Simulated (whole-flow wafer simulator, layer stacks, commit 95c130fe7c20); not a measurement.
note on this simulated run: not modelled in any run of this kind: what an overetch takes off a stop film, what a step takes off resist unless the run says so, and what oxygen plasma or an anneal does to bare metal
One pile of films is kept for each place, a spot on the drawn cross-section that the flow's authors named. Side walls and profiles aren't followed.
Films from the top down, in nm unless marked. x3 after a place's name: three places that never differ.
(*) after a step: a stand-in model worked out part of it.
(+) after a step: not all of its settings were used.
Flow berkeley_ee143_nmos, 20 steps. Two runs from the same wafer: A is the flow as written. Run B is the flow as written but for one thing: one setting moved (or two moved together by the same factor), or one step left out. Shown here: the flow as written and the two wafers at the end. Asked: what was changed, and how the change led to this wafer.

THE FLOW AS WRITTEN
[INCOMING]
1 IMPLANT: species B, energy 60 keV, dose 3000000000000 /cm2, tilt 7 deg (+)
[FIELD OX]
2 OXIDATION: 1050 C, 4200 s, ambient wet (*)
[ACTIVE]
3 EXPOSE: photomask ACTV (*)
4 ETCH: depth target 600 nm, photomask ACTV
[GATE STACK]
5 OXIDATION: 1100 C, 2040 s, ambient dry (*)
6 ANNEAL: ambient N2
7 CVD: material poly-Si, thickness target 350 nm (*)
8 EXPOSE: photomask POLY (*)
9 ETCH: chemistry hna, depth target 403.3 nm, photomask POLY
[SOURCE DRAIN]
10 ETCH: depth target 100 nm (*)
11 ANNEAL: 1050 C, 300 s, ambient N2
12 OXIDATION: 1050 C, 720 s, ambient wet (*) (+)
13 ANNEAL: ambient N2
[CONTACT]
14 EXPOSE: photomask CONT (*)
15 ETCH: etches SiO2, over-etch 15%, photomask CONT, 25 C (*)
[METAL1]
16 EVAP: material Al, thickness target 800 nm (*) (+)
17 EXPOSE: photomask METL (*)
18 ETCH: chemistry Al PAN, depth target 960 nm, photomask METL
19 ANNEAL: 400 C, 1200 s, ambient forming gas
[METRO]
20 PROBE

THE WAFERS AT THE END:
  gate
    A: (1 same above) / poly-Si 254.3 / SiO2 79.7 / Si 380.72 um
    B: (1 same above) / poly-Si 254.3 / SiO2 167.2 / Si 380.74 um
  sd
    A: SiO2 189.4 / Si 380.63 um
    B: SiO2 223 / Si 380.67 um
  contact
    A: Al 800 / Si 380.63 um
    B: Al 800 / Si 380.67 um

The cause: step 4, ETCH: depth target 432 nm was run, where the flow has depth target 600 nm.

How the change led to this, step by step:
  4 ETCH: depth target 600 nm, photomask ACTV
      gate, sd, contact: A SiO2 -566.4 (all of it) | B SiO2 -432
  5 OXIDATION: 1100 C, 2040 s, ambient dry (*)
      gate, sd, contact: A SiO2 +79.7 (new film), Si -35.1 | B SiO2 +32.8, Si -14.5
  10 ETCH: depth target 100 nm (*)
      sd, contact: A SiO2 -79.7 (all of it) | B SiO2 -100
  12 OXIDATION: 1050 C, 720 s, ambient wet (*) (+)
      sd, contact: A SiO2 +189.4 (new film), Si -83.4 | B SiO2 +155.8, Si -68.6
  15 ETCH: etches SiO2, over-etch 15%, photomask CONT, 25 C (*)
      contact: A SiO2 -189.4 (all of it) | B SiO2 -223 (all of it)
